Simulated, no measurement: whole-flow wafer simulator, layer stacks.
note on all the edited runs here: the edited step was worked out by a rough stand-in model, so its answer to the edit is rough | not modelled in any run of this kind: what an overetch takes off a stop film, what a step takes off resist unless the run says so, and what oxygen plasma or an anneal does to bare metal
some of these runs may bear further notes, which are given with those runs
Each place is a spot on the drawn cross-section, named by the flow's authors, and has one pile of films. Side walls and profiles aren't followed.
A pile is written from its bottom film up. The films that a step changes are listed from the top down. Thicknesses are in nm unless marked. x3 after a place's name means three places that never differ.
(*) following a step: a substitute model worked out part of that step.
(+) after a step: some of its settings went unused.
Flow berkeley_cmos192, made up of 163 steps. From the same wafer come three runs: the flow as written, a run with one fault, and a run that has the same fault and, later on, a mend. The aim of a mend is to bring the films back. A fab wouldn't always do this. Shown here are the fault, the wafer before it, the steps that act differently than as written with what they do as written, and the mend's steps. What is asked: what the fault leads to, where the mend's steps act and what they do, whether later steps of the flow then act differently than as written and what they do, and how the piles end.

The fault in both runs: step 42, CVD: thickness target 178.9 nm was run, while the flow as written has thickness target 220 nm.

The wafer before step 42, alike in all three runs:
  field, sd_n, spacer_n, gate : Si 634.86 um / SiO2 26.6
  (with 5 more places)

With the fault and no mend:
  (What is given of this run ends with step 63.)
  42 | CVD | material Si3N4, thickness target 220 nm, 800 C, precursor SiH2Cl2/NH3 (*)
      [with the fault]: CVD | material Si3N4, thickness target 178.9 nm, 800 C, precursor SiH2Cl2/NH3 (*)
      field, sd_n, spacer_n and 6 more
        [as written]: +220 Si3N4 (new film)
        [with the fault]: +178.9 Si3N4 (new film)
  Steps later in the flow that act otherwise than as written (not shown: 2 more steps that differ only slightly, by at most 2% or 0.5 nm, whichever is larger):
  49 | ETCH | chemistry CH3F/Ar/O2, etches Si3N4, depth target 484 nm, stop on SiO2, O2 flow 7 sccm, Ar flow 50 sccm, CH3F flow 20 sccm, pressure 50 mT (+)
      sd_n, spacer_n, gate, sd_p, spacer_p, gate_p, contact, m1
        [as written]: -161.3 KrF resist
        [with the fault]: -133.9 KrF resist
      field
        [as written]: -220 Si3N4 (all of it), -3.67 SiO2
        [with the fault]: -178.9 Si3N4 (all of it), -3.67 SiO2
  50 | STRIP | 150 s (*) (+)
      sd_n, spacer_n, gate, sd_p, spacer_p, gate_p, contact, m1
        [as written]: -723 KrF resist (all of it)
        [with the fault]: -750.4 KrF resist (all of it)
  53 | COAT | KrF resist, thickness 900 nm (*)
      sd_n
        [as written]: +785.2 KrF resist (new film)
        [with the fault]: +806.1 KrF resist (new film)
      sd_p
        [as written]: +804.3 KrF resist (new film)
        [with the fault]: +821.7 KrF resist (new film)
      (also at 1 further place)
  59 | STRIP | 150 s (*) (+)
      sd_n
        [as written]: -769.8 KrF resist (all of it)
        [with the fault]: -790.6 KrF resist (all of it)
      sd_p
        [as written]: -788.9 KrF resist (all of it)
        [with the fault]: -806.2 KrF resist (all of it)
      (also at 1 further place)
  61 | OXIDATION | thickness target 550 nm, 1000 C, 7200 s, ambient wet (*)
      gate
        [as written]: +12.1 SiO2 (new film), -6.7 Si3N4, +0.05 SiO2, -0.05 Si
        [with the fault]: +12.1 SiO2 (new film), -6.7 Si3N4
  After step 63, at sd_n, spacer_n, gate, sd_p, spacer_p, gate_p, contact, m1, the piles differ from the flow's by more than 2% or 0.5 nm, whichever is larger.
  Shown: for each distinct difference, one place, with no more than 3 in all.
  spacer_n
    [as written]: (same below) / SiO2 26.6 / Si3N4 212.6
    [with the fault]: (same below) / SiO2 26.6 / Si3N4 171.5
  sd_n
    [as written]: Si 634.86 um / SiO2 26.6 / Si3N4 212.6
    [with the fault]: Si 634.86 um / SiO2 27.1 / Si3N4 171.5
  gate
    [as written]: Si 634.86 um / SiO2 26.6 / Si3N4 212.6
    [with the fault]: Si 634.86 um / SiO2 26.6 / Si3N4 171.5

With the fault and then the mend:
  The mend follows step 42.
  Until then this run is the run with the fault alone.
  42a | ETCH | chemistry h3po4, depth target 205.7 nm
      field, sd_n, spacer_n and 6 more
        -178.9 Si3N4 (all of it)
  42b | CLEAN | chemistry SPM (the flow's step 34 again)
      does not change any film at any place that is followed
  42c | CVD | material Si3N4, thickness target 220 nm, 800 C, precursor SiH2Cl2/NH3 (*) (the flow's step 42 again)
      field, sd_n, spacer_n and 6 more
        +220 Si3N4 (new film)
  None of the later steps of the flow acts differently than as written at any place that is followed.
  At every place that both follow, the piles at the end match the flow's.
